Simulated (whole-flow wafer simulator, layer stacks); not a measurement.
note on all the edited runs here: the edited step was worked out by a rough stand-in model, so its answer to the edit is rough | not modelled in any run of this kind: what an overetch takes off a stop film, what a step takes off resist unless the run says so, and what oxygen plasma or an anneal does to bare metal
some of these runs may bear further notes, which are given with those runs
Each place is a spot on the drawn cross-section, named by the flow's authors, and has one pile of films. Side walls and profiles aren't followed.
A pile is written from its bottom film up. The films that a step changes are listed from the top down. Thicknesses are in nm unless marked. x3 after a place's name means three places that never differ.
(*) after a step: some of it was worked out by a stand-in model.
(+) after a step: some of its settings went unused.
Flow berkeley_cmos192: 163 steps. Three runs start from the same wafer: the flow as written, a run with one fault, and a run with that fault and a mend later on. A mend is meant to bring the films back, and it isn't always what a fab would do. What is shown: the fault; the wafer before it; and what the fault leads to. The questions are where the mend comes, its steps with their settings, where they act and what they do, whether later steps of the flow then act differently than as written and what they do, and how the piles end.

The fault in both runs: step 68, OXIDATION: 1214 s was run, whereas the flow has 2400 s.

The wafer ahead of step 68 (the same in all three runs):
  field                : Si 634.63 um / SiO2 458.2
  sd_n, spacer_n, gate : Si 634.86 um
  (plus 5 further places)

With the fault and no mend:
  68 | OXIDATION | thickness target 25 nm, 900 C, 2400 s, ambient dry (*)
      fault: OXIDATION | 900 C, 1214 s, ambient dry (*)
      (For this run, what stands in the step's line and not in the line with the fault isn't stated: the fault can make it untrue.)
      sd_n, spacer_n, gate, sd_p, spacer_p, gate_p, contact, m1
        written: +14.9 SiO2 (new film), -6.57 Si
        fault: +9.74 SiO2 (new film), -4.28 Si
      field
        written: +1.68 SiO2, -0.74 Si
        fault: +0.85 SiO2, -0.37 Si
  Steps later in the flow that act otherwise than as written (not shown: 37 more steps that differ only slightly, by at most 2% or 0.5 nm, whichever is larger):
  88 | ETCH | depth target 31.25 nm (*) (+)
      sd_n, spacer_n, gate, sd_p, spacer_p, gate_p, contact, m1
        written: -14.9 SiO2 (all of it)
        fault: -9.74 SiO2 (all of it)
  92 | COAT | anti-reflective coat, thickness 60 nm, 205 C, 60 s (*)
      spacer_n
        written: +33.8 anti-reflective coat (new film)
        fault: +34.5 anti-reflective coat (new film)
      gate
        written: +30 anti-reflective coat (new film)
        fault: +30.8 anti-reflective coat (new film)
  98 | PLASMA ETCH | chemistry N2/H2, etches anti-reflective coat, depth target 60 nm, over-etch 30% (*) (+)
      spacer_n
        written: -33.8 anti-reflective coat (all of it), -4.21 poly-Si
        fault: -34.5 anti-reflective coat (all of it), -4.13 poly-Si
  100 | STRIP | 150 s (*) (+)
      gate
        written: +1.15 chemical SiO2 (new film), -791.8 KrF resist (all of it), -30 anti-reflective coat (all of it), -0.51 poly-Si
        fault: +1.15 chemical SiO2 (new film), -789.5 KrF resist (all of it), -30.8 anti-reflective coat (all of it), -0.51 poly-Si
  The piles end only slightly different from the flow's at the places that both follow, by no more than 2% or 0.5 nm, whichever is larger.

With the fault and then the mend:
  The mend stands after step 68.
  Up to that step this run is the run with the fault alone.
  68a | OXIDATION | 900 C, 1186 s, ambient dry (*) (the flow's step 68 again, with other settings)
      sd_n, spacer_n, gate, sd_p, spacer_p, gate_p, contact, m1
        +5.2 SiO2, -2.29 Si
      field
        +0.83 SiO2, -0.36 Si
  Every later step of the flow that is run acts as written at every place that is followed.
  By the end, the piles equal the flow's at every place that both follow.
